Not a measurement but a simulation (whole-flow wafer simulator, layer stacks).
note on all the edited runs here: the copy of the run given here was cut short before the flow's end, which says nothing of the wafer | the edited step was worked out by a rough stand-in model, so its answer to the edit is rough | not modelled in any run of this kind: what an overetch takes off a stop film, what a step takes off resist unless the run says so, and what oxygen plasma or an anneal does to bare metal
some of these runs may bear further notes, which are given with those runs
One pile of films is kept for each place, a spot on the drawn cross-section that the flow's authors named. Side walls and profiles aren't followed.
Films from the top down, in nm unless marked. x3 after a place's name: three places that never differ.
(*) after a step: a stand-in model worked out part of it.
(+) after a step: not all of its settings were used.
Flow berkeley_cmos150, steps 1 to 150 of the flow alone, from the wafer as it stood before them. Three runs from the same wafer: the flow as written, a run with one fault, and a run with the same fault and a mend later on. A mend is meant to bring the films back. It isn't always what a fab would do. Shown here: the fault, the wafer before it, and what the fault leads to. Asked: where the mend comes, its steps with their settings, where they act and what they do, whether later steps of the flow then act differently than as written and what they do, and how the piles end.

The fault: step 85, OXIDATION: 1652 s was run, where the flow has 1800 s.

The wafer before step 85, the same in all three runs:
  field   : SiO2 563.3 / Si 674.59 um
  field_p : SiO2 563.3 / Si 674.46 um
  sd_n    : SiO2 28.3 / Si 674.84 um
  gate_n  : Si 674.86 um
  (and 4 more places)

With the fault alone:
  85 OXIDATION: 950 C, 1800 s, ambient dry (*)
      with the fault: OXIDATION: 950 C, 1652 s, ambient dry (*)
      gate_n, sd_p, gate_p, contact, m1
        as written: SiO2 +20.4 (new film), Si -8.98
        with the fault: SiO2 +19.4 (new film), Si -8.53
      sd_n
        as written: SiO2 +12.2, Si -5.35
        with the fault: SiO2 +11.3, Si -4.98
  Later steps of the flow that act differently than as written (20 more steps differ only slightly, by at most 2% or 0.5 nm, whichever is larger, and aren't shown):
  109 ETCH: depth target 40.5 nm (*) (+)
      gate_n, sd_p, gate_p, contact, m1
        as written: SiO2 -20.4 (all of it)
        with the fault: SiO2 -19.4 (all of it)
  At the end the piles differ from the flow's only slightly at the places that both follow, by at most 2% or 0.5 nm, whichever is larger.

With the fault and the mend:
  The mend comes after step 94.
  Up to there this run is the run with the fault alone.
  94a STRIP (*) (+)
      field_p
        KrF resist -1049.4 (all of it)
      sd_p
        KrF resist -1273.7 (all of it)
      gate_p
        KrF resist -1248.5 (all of it)
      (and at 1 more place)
  94b CLEAN: chemistry SPM, 600 s (the flow's step 77 once more)
      changes no film at any place that is followed
  94c OXIDATION: 950 C, 120 s, ambient dry (*) (the flow's step 85 once more, with other settings)
      gate_n, sd_p, gate_p, contact, m1
        SiO2 +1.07, Si -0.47
      field, field_p
        SiO2 +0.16, Si -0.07
      sd_n
        SiO2 +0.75, Si -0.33
  94d HMDS (the flow's step 88 once more)
      changes no film at any place that is followed
  94e COAT: KrF resist, thickness 1100 nm (*) (the flow's step 89 once more)
      field
        KrF resist +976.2 (new film)
      field_p
        KrF resist +1087.8 (new film)
      sd_n
        KrF resist +1243 (new film)
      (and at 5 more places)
  94f SOFTBAKE: KrF resist (the flow's step 90 once more)
      changes no film at any place that is followed
  94g EXPOSE: photomask NWELL INV, NA 0.5, wavelength 248 nm (*) (the flow's step 91 once more)
      changes no film at any place that is followed
  94h PEB: KrF resist, 110 C, 90 s (the flow's step 92 once more)
      field
        KrF resist -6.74
      field_p
        KrF resist -7.53
      sd_n
        KrF resist -8.63
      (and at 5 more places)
  94i DEVELOP: KrF resist, thickness 1100 nm, developer developer-D-0.26N, 45 s (the flow's step 93 once more)
      field_p, sd_p, gate_p, m1
        KrF resist -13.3
      field
        KrF resist -969.5 (all of it)
      sd_n
        KrF resist -1234.3 (all of it)
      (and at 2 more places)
  94j HARDBAKE: 120 C, 7200 s (the flow's step 94 once more)
      field_p
        KrF resist -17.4
      sd_p
        KrF resist -21.4
      gate_p
        KrF resist -20.9
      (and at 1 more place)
  No later step of the flow acts differently than as written, at any place that is followed, by more than 2% or 0.5 nm, whichever is larger.
  At the end the piles differ from the flow's only slightly at the places that both follow, by at most 2% or 0.5 nm, whichever is larger.
